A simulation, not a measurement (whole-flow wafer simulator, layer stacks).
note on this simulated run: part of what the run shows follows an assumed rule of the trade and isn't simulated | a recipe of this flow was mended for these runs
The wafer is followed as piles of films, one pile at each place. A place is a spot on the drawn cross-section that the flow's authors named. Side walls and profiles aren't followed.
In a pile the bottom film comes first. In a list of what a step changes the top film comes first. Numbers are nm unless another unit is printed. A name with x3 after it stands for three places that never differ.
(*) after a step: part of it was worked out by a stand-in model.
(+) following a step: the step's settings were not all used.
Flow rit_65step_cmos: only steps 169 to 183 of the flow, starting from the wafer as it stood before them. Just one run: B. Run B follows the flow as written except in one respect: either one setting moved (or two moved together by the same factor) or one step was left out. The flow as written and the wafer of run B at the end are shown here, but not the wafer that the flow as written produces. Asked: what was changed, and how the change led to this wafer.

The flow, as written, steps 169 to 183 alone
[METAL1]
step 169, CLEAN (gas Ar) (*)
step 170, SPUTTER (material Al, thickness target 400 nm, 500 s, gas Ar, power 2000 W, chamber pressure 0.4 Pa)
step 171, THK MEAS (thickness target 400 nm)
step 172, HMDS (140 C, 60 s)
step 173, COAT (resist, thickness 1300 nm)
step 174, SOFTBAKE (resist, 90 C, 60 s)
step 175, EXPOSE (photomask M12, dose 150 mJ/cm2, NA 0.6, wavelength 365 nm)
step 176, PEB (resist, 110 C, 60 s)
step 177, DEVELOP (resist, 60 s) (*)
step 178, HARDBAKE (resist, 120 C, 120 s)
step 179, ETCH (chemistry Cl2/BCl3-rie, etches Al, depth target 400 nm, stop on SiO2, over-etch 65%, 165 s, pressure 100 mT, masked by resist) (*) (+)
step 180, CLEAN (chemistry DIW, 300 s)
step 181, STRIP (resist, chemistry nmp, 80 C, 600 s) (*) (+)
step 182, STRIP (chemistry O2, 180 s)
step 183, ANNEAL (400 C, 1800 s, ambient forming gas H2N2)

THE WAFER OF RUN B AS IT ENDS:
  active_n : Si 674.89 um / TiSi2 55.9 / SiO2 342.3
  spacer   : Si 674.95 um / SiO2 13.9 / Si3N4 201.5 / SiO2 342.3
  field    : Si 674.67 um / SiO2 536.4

Cause: step 170, SPUTTER: thickness target 256 nm was run, whereas the flow has thickness target 400 nm; step 170, SPUTTER: 320 s was run, where the flow has 500 s.

How this came from the change, step by step:
  step 170, SPUTTER (material Al, thickness target 400 nm, 500 s, gas Ar, power 2000 W, chamber pressure 0.4 Pa)
      field, field_pw, field_nw and 10 more: Al gains 256 (new film) (as written it would have been: Al gains 400 (new film))
      contact: Al gains 168.3 (new film) (as written it would have been: Al gains 255.4 (new film))
  step 173, COAT (resist, thickness 1300 nm)
      contact: resist gains 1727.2 (new film) (as written it would have been: resist gains 1785.1 (new film))
  step 176, PEB (resist, 110 C, 60 s)
      contact: resist loses 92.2 (as written it would have been: resist loses 95.5)
  step 178, HARDBAKE (resist, 120 C, 120 s)
      contact: resist loses 59.9 (as written it would have been: resist loses 62.1)
  step 179, ETCH (chemistry Cl2/BCl3-rie, etches Al, depth target 400 nm, stop on SiO2, over-etch 65%, 165 s, pressure 100 mT, masked by resist) (*) (+)
      field, field_pw, field_nw and 9 more: Al loses 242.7 (all of it), SiO2 loses 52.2 (as written it would have been: Al loses 386.7 (all of it), SiO2 loses 34.2)
  step 181, STRIP (resist, chemistry nmp, 80 C, 600 s) (*) (+)
      contact: resist loses 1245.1 (all of it) (as written it would have been: resist loses 1297.5 (all of it))
